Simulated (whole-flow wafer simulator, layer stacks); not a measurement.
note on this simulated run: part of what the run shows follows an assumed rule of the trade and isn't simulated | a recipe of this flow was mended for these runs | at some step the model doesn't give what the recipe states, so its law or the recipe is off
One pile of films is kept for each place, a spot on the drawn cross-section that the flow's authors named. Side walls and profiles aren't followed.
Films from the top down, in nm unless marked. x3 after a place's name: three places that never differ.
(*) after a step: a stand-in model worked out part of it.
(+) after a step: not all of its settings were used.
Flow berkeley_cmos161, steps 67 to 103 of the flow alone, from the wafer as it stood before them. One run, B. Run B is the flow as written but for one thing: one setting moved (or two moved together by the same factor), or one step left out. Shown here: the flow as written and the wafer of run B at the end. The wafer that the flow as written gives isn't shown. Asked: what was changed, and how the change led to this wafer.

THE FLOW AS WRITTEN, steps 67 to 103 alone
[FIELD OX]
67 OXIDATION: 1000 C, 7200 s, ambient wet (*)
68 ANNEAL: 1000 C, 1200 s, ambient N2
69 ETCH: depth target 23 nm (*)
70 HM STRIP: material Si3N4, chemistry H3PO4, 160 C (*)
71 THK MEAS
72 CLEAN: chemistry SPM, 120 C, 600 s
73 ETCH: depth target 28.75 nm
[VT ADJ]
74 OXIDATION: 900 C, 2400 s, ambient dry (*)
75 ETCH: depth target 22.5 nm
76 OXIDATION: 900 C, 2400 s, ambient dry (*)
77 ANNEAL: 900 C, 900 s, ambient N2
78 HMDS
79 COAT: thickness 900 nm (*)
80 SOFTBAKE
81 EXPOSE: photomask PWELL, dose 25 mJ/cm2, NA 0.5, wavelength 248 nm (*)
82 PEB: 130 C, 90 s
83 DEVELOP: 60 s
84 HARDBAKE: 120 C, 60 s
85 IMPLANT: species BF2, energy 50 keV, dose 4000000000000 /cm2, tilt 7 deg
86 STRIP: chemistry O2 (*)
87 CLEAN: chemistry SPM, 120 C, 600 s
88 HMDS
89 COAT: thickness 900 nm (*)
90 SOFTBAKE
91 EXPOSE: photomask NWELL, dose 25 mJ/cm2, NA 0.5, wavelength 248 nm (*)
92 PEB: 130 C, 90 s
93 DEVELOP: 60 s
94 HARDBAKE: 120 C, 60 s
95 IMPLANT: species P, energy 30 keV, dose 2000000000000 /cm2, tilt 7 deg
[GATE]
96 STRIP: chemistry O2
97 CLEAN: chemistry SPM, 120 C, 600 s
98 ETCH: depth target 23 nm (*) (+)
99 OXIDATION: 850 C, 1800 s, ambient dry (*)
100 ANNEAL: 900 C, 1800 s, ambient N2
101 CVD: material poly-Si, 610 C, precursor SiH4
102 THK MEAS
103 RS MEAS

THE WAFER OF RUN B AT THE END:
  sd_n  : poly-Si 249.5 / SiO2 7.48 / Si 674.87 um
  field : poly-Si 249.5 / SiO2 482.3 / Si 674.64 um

The cause: step 73, ETCH: depth target 28.75 nm, was left out.

How the change led to this, step by step:
  74 OXIDATION: 900 C, 2400 s, ambient dry (*)
      spacer_n, gate_n, spacer_p, gate_p, contact, m1: SiO2 +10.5, Si -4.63 (as written it would be: SiO2 +14.9 (new film), Si -6.57)
      sd_n, sd_p: SiO2 +10.5, Si -4.61 (as written it would be: SiO2 +14.9 (new film), Si -6.57)
  75 ETCH: depth target 22.5 nm
      sd_n, spacer_n, gate_n, sd_p, spacer_p, gate_p, contact, m1: SiO2 -22.5 (as written it would be: SiO2 -14.9 (all of it))
  76 OXIDATION: 900 C, 2400 s, ambient dry (*)
      spacer_n, gate_n, spacer_p, gate_p, contact, m1: SiO2 +11, Si -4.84 (as written it would be: SiO2 +14.9 (new film), Si -6.57)
      sd_n, sd_p: SiO2 +10.9, Si -4.8 (as written it would be: SiO2 +14.9 (new film), Si -6.57)
  98 ETCH: depth target 23 nm (*) (+)
      spacer_n, gate_n, spacer_p, gate_p, contact, m1: SiO2 -16.9 (all of it) (as written it would be: SiO2 -14.9 (all of it))
      sd_n, sd_p: SiO2 -17 (all of it) (as written it would be: SiO2 -14.9 (all of it))
